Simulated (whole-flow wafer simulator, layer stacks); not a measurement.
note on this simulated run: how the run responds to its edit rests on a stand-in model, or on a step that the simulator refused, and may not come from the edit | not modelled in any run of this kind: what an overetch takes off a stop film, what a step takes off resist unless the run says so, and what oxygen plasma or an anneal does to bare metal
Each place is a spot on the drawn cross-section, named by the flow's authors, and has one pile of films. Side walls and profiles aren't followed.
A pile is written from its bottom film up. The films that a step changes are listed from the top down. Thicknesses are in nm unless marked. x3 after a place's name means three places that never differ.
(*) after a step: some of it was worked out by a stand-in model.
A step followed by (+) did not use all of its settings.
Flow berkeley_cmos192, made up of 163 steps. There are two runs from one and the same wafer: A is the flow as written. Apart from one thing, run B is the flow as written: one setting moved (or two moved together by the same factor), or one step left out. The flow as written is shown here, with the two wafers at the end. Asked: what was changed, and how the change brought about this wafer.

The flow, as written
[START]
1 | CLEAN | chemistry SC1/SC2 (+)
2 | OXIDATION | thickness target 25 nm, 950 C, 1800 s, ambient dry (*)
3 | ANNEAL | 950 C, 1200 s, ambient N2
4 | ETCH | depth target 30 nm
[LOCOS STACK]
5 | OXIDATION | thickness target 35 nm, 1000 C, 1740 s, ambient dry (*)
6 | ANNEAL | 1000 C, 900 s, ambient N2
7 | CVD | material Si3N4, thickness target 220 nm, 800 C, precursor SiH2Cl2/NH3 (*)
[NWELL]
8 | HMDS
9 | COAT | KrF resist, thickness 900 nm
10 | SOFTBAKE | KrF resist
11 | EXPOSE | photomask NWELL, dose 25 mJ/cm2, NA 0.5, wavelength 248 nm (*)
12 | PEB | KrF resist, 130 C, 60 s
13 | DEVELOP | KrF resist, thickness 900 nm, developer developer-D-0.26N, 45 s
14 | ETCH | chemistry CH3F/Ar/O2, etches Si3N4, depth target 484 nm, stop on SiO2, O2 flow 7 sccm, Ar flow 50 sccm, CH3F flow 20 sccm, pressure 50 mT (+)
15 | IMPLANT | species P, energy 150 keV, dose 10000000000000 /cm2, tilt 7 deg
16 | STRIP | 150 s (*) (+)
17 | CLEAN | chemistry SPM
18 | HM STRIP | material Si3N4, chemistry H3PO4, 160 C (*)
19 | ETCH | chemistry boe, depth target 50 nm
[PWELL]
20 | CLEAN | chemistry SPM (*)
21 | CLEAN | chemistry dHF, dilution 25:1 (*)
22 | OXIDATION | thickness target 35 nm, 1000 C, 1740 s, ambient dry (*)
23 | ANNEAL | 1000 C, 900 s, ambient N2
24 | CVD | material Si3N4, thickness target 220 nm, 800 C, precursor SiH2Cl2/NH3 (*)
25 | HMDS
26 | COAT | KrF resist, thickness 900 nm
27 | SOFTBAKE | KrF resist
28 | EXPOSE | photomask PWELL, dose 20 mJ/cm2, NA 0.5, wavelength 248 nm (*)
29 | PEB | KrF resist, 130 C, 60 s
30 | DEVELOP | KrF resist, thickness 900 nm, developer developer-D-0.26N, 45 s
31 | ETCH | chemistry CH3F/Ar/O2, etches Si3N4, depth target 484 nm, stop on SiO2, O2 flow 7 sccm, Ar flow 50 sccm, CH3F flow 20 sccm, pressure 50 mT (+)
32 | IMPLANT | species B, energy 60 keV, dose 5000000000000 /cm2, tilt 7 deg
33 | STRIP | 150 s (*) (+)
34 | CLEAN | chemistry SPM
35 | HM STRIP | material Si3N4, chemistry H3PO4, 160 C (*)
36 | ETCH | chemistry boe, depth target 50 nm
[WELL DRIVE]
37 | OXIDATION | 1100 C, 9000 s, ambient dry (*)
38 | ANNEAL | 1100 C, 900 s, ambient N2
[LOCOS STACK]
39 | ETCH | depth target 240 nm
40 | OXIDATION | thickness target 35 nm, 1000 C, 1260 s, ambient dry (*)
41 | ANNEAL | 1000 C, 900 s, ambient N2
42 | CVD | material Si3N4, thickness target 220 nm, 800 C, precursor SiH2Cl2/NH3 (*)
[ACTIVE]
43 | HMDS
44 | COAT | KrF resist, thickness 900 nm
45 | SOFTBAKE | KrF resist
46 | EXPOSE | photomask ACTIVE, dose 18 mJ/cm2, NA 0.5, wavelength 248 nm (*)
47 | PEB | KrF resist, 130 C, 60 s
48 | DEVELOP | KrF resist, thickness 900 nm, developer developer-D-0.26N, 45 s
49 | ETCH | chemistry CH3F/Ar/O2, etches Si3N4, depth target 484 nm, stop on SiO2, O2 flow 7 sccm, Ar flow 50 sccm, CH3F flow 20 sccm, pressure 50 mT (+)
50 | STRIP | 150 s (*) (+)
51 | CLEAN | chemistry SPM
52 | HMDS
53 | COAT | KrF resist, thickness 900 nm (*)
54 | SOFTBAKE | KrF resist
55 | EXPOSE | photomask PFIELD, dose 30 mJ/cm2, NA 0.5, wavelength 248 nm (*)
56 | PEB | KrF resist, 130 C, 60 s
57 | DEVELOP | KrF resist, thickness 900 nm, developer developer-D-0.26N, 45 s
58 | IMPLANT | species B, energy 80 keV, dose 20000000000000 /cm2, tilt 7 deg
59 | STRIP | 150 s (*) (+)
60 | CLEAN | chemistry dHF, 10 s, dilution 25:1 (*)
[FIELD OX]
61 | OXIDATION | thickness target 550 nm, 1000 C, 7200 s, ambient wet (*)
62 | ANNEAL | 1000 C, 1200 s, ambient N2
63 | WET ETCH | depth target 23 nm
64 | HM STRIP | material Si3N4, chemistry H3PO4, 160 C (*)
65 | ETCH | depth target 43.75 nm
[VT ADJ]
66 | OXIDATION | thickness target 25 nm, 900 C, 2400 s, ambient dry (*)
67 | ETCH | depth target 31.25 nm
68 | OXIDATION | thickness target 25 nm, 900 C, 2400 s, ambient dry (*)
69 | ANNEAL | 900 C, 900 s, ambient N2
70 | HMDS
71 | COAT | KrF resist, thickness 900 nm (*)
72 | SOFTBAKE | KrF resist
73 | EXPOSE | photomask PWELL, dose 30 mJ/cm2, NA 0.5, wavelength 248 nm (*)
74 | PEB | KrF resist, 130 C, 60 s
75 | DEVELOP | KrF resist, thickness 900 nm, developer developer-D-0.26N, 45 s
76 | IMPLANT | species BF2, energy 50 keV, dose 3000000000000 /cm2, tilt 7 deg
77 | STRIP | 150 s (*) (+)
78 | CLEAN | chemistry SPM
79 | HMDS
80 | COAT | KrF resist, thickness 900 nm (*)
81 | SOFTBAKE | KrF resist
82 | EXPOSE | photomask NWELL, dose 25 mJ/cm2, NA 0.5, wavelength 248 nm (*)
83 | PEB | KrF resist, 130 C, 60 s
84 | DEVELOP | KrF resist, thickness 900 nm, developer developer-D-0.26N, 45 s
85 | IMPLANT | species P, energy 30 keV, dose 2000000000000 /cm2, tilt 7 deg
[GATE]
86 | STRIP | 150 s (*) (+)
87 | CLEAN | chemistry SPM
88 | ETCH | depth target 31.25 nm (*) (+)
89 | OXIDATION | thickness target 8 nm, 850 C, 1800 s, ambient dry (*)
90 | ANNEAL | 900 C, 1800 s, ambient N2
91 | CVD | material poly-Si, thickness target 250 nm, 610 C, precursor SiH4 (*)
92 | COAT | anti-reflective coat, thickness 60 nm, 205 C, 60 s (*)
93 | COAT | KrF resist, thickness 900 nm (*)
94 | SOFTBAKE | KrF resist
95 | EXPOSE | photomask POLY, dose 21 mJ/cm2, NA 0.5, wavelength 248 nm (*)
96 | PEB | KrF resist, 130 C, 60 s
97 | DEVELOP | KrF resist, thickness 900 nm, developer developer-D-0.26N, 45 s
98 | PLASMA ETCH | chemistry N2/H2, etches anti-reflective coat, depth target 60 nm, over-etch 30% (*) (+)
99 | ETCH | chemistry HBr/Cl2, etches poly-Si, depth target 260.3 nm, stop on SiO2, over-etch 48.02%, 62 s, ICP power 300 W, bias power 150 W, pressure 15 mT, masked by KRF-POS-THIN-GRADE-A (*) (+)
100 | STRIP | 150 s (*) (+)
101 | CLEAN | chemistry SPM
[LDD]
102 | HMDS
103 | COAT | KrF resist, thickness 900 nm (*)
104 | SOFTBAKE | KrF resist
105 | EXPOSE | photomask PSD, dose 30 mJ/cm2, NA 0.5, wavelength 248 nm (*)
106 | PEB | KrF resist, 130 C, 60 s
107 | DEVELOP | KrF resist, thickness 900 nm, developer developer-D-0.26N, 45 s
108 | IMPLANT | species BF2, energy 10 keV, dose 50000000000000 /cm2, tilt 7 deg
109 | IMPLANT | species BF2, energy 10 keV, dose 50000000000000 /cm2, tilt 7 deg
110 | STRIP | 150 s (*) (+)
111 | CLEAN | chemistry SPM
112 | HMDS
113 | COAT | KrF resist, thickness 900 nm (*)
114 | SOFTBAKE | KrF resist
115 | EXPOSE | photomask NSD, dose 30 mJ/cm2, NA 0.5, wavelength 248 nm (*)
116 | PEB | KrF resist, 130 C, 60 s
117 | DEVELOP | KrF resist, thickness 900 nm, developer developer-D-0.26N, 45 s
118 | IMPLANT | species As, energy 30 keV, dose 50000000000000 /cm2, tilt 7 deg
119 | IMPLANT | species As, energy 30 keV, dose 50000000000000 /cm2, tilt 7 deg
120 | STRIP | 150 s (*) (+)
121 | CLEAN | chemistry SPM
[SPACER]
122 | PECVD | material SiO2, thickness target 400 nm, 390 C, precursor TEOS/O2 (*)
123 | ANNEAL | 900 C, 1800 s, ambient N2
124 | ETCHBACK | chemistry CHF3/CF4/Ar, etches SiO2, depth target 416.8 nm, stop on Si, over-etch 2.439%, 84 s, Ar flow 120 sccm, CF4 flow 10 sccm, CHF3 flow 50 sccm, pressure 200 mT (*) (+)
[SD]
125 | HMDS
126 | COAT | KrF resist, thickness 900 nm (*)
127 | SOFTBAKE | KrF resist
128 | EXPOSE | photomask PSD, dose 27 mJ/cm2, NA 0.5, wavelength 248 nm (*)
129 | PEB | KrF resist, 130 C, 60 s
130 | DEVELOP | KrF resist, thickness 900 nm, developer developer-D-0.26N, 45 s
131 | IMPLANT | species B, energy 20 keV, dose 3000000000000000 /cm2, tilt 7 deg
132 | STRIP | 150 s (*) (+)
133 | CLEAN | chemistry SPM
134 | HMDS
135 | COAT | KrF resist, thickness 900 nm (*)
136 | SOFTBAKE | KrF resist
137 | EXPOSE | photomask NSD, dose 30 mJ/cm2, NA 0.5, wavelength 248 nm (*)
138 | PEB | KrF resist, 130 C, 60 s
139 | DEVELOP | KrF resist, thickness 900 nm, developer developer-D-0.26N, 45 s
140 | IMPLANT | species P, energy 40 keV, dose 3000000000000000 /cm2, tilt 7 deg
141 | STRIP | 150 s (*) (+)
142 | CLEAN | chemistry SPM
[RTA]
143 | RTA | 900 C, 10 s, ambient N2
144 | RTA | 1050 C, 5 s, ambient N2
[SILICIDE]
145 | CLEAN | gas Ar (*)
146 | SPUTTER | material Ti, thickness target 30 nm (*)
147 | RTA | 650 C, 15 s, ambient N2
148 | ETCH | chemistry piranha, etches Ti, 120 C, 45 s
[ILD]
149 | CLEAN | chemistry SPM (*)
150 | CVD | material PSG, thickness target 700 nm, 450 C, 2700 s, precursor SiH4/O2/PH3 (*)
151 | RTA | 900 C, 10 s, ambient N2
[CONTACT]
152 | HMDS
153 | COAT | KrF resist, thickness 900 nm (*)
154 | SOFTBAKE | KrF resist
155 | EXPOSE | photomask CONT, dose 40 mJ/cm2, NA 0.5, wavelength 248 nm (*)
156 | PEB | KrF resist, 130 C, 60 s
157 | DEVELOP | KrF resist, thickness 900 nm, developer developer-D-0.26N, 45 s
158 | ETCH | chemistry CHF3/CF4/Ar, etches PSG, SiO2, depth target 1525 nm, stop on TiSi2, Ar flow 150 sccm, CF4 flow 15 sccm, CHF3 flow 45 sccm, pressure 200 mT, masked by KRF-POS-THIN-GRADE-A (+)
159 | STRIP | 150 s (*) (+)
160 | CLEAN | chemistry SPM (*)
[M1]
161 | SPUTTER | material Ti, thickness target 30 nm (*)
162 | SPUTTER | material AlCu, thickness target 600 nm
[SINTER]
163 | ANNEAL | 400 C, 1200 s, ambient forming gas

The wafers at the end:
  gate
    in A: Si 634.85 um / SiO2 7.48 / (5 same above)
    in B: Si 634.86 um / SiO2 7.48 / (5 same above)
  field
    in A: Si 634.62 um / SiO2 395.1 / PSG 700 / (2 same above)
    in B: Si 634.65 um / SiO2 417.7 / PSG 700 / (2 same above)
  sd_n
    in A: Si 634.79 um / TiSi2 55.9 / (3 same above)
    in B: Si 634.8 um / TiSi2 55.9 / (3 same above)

Cause: step 26, COAT: thickness 450 nm was run, though the flow has thickness 900 nm; step 39, ETCH: depth target 120 nm was run, where the flow has depth target 240 nm.

The path from the change to this, step by step:
  26 | COAT | KrF resist, thickness 900 nm
      field, sd_n, spacer_n and 6 more: A +900 KrF resist (new film) | B +450 KrF resist (new film)
  29 | PEB | KrF resist, 130 C, 60 s
      field, sd_n, spacer_n and 6 more: A -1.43 KrF resist | B -0.63 KrF resist
  30 | DEVELOP | KrF resist, thickness 900 nm, developer developer-D-0.26N, 45 s
      field, sd_n, spacer_n, gate, contact: A -898.6 KrF resist (all of it) | B -449.4 KrF resist (all of it)
  33 | STRIP | 150 s (*) (+)
      sd_p, spacer_p, gate_p, m1: A -723 KrF resist (all of it) | B -273.8 KrF resist (all of it)
  39 | ETCH | depth target 240 nm
      field, sd_n, spacer_n and 6 more: A -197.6 SiO2 (all of it) | B -120 SiO2
  40 | OXIDATION | thickness target 35 nm, 1000 C, 1260 s, ambient dry (*)
      field, sd_n, spacer_n and 6 more: A +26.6 SiO2 (new film), -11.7 Si | B +12.9 SiO2, -5.68 Si
  61 | OXIDATION | thickness target 550 nm, 1000 C, 7200 s, ambient wet (*)
      gate_p, m1: A +12.1 SiO2 (new film), -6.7 Si3N4 | B +12.1 SiO2 (new film), -6.7 Si3N4, +0.09 SiO2
      spacer_n: A +12.1 SiO2 (new film), -6.7 Si3N4 | B +12.1 SiO2 (new film), -6.7 Si3N4, +0.14 SiO2, -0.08 Si
      (also at 6 further places)
  65 | ETCH | depth target 43.75 nm
      sd_n, spacer_n, gate, sd_p: A -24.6 SiO2 (all of it) | B -43.8 SiO2
      spacer_p, gate_p, contact, m1: A -24.6 SiO2 (all of it) | B -43.7 SiO2
  66 | OXIDATION | thickness target 25 nm, 900 C, 2400 s, ambient dry (*)
      gate, spacer_p, gate_p, m1: A +14.9 SiO2 (new film), -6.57 Si | B +8.49 SiO2, -3.73 Si
      spacer_n, contact: A +14.9 SiO2 (new film), -6.57 Si | B +8.48 SiO2, -3.73 Si
      (also at 2 further places)
  67 | ETCH | depth target 31.25 nm
      sd_n, spacer_n, gate, sd_p, spacer_p, gate_p, m1: A -14.9 SiO2 (all of it) | B -31.2 SiO2
      contact: A -14.9 SiO2 (all of it) | B -31.3 SiO2
  68 | OXIDATION | thickness target 25 nm, 900 C, 2400 s, ambient dry (*)
      spacer_n, gate, spacer_p, gate_p, contact, m1: A +14.9 SiO2 (new film), -6.57 Si | B +8.36 SiO2, -3.68 Si
      sd_n: A +14.9 SiO2 (new film), -6.57 Si | B +7.71 SiO2, -3.39 Si
      (also at 1 further place)
  88 | ETCH | depth target 31.25 nm (*) (+)
      sd_n: A -14.9 SiO2 (all of it) | B -31.3 SiO2
      sd_p: A -14.9 SiO2 (all of it) | B -31.2 SiO2
      (also at 6 further places)
  89 | OXIDATION | thickness target 8 nm, 850 C, 1800 s, ambient dry (*)
      sd_n: A +7.48 SiO2 (new film), -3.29 Si | B +4.35 SiO2, -1.92 Si
      sd_p: A +7.48 SiO2 (new film), -3.29 Si | B +4.31 SiO2, -1.9 Si
  92 | COAT | anti-reflective coat, thickness 60 nm, 205 C, 60 s (*)
      sd_n: A +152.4 anti-reflective coat (new film) | B +171.9 anti-reflective coat (new film)
      spacer_n: A +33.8 anti-reflective coat (new film) | B +28.7 anti-reflective coat (new film)
      (also at 6 further places)
  93 | COAT | KrF resist, thickness 900 nm (*)
      spacer_n: A +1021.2 KrF resist (new film) | B +1047.4 KrF resist (new film)
      gate: A +1023.8 KrF resist (new film) | B +1050.1 KrF resist (new film)
  97 | DEVELOP | KrF resist, thickness 900 nm, developer developer-D-0.26N, 45 s
      spacer_n: A -1019.5 KrF resist (all of it) | B -1045.7 KrF resist (all of it)
  ... 12 further steps ...
  162 | SPUTTER | material AlCu, thickness target 600 nm
      sd_p: A +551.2 AlCu (new film) | B +528.8 AlCu (new film)
